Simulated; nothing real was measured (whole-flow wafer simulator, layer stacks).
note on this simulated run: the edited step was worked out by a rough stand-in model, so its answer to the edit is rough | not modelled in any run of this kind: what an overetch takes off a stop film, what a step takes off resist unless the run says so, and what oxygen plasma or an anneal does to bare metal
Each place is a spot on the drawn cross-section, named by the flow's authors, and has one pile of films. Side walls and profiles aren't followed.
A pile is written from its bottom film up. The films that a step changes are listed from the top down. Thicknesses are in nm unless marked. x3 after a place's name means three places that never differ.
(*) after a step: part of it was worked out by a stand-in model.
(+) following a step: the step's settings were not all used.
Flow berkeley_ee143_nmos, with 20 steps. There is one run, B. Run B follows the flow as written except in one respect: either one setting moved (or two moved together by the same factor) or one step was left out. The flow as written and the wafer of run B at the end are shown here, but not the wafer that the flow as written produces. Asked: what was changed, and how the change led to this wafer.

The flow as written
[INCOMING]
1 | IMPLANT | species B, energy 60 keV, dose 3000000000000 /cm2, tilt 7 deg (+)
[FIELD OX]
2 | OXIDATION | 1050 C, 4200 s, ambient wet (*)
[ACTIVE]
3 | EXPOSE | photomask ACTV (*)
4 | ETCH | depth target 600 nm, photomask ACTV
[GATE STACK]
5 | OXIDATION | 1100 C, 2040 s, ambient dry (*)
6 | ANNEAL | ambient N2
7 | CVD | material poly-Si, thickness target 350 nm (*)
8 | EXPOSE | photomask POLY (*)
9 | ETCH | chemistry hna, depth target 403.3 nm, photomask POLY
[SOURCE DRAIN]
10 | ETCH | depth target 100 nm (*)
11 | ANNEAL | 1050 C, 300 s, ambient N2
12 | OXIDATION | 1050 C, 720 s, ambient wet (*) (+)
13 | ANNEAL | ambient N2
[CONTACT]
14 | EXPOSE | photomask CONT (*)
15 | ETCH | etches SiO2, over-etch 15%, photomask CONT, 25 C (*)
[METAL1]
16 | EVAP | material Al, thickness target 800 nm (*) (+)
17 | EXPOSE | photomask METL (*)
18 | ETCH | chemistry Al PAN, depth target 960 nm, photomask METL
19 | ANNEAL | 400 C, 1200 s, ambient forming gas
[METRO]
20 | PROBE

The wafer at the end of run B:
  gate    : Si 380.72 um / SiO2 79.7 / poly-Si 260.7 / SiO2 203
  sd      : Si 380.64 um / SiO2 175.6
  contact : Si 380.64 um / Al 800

What caused this: step 12, OXIDATION: 648 s was run, whereas the flow has 720 s.

The path from the change to this, step by step:
  12 | OXIDATION | 1050 C, 720 s, ambient wet (*) (+)
      sd, contact: SiO2 gains 175.6 (new film), Si loses 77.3 (as written it would have been: SiO2 gains 189.4 (new film), Si loses 83.4)
      gate: SiO2 gains 203 (new film), poly-Si loses 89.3 (as written it would have been: SiO2 gains 217.6 (new film), poly-Si loses 95.7)
      (and at 1 other place as well)
  15 | ETCH | etches SiO2, over-etch 15%, photomask CONT, 25 C (*)
      contact: SiO2 loses 175.6 (all of it) (as written it would have been: SiO2 loses 189.4 (all of it))
